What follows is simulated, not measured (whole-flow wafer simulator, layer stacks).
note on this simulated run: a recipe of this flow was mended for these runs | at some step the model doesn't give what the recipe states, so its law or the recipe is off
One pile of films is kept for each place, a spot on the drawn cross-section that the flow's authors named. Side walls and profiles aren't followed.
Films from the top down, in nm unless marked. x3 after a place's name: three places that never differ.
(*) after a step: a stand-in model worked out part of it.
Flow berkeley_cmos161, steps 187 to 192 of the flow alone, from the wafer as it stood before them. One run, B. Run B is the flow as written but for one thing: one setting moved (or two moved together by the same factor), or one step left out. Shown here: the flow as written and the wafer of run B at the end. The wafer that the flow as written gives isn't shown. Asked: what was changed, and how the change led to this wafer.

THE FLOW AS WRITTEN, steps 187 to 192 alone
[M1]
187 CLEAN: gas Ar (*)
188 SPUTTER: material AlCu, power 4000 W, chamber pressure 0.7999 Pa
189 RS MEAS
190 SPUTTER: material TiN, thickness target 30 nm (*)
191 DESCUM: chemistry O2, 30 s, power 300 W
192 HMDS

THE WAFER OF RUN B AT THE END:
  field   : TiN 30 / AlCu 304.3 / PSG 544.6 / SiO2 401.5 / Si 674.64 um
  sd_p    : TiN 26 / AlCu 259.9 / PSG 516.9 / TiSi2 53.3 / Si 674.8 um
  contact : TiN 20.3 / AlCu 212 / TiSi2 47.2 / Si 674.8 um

The cause: step 188, SPUTTER: power 4427 W was run, where the flow has power 4000 W.

How the change led to this, step by step:
  188 SPUTTER: material AlCu, power 4000 W, chamber pressure 0.7999 Pa
      field, sd_n, spacer_n, gate_n, spacer_p, gate_p, m1: AlCu +304.3 (new film) (as written it would be: AlCu +275.8 (new film))
      sd_p: AlCu +259.9 (new film) (as written it would be: AlCu +235.4 (new film))
      (and at 1 more place)
